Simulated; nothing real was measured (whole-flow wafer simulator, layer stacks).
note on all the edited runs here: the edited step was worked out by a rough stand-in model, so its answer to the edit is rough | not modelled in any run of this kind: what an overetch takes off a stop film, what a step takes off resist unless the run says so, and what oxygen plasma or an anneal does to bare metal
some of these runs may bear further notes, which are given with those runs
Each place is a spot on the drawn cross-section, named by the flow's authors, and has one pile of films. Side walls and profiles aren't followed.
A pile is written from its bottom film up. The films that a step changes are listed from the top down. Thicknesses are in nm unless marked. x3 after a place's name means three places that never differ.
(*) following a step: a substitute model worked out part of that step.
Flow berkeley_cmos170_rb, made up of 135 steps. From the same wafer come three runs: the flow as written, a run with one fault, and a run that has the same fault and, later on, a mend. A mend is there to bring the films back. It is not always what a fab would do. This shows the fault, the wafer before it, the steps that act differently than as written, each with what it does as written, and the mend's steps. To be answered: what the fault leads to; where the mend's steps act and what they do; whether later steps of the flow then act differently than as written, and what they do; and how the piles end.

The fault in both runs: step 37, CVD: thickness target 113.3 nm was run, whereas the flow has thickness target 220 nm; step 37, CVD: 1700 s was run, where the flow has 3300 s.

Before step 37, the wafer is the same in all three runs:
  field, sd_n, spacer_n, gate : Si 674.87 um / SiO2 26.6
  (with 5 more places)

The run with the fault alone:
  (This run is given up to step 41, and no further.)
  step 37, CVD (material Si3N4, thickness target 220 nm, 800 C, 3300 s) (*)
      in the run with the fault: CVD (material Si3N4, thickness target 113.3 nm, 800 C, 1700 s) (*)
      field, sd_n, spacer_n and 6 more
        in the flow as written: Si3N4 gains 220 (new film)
        in the run with the fault: Si3N4 gains 113.3 (new film)
  Later steps of the flow up to step 41 that are run all act as written at every place that is followed.
  Once step 41 is done, the piles at field, sd_n, spacer_n and 6 more depart from the flow's by more than 2% or 0.5 nm, whichever is larger.
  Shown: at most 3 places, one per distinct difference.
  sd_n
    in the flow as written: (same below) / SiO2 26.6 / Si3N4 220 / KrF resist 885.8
    in the run with the fault: (same below) / SiO2 26.6 / Si3N4 113.3 / KrF resist 885.8
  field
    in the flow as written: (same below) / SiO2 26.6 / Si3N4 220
    in the run with the fault: (same below) / SiO2 26.6 / Si3N4 113.3

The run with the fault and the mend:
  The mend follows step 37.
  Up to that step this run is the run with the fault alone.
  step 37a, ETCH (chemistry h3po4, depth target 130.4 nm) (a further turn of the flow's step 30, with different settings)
      field, sd_n, spacer_n and 6 more
        Si3N4 loses 113.3 (all of it)
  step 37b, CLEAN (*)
      alters no film at any place that is followed
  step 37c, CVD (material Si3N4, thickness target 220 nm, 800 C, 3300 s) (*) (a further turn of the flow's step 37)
      field, sd_n, spacer_n and 6 more
        Si3N4 gains 220 (new film)
  Later steps of the flow that are run all act as written at every place that is followed.
  By the end, the piles equal the flow's at every place that both follow.
